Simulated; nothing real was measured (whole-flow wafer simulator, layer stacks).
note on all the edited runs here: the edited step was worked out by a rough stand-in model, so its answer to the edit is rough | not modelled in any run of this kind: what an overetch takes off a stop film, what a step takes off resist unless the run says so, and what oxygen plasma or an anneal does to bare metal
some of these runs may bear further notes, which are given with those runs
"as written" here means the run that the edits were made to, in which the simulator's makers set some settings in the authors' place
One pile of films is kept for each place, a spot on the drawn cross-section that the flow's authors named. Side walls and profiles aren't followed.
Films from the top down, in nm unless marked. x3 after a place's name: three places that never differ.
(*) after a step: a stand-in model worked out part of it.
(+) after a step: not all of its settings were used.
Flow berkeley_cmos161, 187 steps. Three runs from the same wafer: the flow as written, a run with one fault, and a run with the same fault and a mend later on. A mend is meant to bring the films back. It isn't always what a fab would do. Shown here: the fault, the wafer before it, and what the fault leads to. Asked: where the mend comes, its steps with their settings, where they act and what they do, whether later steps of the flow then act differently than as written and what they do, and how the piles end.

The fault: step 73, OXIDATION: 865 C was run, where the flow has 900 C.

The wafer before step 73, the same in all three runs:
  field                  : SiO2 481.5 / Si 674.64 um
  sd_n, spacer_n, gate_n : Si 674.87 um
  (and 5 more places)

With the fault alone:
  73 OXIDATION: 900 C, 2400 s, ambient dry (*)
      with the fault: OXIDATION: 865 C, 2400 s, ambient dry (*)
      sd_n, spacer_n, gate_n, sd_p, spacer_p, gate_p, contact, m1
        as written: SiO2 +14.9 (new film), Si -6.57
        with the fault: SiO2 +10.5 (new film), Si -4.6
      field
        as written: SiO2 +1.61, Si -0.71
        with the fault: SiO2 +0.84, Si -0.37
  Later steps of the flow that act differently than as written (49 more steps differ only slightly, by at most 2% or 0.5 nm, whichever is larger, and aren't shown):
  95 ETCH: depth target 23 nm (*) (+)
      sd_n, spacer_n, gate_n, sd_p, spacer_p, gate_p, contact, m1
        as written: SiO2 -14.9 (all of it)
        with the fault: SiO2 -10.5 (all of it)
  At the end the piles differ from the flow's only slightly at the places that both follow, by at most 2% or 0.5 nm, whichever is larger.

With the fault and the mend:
  The mend comes after step 73.
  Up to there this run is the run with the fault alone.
  73a OXIDATION: 900 C, 1094 s, ambient dry (*) (the flow's step 73 once more, with other settings)
      sd_n, spacer_n, gate_n, sd_p, spacer_p, gate_p, contact, m1
        SiO2 +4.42, Si -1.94
      field
        SiO2 +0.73, Si -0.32
  No later step of the flow acts differently than as written, at any place that is followed, by more than 2% or 0.5 nm, whichever is larger.
  At the end the piles are the same as the flow's at every place that both follow.
